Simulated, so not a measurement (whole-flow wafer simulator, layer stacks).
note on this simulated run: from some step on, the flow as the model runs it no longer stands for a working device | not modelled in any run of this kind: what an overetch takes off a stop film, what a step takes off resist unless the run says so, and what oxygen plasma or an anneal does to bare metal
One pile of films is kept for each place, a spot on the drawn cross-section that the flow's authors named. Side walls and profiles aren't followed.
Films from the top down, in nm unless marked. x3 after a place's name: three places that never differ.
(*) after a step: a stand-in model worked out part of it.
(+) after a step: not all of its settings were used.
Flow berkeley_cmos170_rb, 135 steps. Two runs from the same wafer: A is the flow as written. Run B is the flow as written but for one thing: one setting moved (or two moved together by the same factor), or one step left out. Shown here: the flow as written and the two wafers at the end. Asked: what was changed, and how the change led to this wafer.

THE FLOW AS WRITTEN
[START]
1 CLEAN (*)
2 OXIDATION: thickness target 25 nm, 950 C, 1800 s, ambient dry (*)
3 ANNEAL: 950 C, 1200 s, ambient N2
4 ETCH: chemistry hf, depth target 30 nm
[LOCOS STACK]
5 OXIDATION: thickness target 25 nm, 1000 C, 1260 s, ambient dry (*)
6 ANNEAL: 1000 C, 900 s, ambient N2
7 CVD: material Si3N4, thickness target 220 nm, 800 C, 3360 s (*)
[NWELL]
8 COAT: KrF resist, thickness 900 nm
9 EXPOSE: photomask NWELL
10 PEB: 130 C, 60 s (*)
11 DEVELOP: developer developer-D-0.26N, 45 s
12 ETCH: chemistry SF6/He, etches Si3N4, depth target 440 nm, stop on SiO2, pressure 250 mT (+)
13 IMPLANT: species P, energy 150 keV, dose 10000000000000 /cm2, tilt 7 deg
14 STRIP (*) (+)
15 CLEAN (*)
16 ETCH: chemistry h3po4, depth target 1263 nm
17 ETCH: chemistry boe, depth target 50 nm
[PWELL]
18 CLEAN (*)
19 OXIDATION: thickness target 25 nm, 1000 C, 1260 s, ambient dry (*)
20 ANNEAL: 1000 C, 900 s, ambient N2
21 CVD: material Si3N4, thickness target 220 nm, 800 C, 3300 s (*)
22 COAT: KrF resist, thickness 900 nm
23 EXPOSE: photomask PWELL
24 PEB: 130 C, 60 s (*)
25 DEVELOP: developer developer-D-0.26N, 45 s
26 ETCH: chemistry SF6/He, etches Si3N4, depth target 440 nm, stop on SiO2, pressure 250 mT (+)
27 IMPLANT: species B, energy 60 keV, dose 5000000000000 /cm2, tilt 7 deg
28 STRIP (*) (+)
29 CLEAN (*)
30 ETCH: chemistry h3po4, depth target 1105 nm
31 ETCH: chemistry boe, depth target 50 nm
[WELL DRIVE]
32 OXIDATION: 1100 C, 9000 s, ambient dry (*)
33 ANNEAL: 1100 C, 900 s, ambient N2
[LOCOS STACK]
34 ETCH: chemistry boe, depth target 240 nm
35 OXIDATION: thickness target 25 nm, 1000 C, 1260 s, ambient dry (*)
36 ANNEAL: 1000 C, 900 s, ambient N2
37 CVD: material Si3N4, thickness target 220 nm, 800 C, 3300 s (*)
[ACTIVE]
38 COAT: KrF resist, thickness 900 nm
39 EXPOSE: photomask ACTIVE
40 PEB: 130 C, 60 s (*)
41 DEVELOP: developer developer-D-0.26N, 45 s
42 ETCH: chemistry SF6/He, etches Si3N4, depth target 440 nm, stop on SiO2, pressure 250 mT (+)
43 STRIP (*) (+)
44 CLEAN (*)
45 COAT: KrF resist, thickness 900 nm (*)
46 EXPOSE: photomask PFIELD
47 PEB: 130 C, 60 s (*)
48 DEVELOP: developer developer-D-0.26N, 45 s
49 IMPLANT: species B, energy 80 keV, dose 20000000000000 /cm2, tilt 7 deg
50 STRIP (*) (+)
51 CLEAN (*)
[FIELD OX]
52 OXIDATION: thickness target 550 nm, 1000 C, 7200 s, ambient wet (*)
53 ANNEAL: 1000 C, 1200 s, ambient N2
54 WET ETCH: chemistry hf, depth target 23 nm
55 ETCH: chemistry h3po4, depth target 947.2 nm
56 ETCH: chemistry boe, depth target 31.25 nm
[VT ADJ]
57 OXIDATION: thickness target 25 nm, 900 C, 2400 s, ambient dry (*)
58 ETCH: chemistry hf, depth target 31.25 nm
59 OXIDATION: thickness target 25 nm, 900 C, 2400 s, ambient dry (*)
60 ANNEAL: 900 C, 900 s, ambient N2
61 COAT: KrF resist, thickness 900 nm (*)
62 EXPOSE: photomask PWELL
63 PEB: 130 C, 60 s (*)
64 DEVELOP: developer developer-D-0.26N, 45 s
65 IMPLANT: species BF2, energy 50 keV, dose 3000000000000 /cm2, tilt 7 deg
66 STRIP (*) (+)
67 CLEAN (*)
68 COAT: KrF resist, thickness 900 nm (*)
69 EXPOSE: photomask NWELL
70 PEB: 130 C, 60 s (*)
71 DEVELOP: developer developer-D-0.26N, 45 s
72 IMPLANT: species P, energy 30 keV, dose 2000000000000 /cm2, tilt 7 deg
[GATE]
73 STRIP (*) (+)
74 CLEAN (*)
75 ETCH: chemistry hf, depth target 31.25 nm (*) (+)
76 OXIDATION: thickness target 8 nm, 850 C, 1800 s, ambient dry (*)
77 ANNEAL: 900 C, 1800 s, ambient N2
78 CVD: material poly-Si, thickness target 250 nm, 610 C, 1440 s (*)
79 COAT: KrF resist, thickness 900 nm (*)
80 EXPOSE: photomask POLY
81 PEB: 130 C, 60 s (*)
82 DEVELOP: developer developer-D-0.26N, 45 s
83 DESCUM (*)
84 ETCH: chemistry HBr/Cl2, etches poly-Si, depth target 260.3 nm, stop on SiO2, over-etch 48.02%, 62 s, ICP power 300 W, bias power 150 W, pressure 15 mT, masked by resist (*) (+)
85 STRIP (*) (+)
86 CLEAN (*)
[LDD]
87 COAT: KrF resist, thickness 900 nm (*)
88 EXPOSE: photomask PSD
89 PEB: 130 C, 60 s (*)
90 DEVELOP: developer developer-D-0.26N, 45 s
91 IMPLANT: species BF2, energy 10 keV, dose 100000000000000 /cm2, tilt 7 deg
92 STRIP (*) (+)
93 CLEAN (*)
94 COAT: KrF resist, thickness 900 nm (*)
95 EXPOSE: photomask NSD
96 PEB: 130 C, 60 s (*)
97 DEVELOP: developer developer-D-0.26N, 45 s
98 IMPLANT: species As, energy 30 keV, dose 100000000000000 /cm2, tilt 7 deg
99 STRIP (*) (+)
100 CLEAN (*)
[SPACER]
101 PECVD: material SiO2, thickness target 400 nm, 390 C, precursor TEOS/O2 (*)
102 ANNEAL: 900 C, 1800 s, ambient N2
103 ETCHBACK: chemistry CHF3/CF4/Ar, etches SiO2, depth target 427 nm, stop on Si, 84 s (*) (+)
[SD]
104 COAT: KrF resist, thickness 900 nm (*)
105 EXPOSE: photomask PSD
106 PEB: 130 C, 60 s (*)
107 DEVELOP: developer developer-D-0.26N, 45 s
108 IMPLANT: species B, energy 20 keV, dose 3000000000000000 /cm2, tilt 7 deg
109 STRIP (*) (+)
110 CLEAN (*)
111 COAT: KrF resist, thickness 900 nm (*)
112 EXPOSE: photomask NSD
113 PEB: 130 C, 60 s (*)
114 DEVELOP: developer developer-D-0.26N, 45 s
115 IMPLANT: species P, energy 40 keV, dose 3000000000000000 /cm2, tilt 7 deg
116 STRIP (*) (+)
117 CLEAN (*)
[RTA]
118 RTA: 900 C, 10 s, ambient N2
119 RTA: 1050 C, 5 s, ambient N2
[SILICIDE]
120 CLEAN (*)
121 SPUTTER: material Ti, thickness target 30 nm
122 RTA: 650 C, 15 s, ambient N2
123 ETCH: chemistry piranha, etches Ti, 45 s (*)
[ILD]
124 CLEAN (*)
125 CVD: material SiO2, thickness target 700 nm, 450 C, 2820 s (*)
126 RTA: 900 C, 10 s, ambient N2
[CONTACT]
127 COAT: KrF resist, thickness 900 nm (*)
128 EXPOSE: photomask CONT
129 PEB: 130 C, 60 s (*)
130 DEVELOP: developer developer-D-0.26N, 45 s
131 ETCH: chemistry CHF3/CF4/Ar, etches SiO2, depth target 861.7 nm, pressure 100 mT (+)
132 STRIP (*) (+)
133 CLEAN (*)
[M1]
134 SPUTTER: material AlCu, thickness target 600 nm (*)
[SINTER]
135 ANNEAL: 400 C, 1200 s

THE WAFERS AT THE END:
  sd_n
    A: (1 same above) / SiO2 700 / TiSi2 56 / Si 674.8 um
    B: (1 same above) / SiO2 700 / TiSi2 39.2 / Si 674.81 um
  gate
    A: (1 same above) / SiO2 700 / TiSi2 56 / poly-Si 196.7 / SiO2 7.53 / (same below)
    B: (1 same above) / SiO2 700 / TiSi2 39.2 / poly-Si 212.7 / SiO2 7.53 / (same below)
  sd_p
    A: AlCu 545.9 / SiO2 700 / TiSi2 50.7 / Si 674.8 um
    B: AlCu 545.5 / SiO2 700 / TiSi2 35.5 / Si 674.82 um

The cause: step 121, SPUTTER: thickness target 21 nm was run, where the flow has thickness target 30 nm.

How the change led to this, step by step:
  121 SPUTTER: material Ti, thickness target 30 nm
      field, sd_n, spacer_n, gate, spacer_p, gate_p, contact, m1: A Ti +30 (new film) | B Ti +21 (new film)
      sd_p: A Ti +27.1 (new film) | B Ti +19 (new film)
  122 RTA: 650 C, 15 s, ambient N2
      sd_n, contact, m1: A Ti -23.4, TiSi first +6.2 (new film), TiSi2 C49 +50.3 (new film), Si -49 | B Ti -16.4, TiSi2 C49 +41.7 (new film), Si -37.2
      gate, gate_p: A Ti -23.4, TiSi first +6.2 (new film), TiSi2 C49 +50.3 (new film), poly-Si -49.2 | B Ti -16.4, TiSi2 C49 +41.7 (new film), poly-Si -37.3
      (and at 1 more place)
  123 ETCH: chemistry piranha, etches Ti, 45 s (*)
      sd_n, gate, gate_p, contact, m1: A Ti -6.6 (all of it) | B Ti -4.62 (all of it)
      field, spacer_n, spacer_p: A Ti -30 (all of it) | B Ti -21 (all of it)
      (and at 1 more place)
  126 RTA: 900 C, 10 s, ambient N2
      sd_n, contact, m1: A under 1 film: TiSi2 +56 (new film), TiSi first -6.2 (all of it), TiSi2 C49 -50.3 (all of it), Si -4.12 | B under 1 film: TiSi2 +39.2 (new film), TiSi2 C49 -41.7 (all of it)
      gate, gate_p: A under 1 film: TiSi2 +56 (new film), TiSi first -6.2 (all of it), TiSi2 C49 -50.3 (all of it), poly-Si -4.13 | B under 1 film: TiSi2 +39.2 (new film), TiSi2 C49 -41.7 (all of it)
      (and at 1 more place)
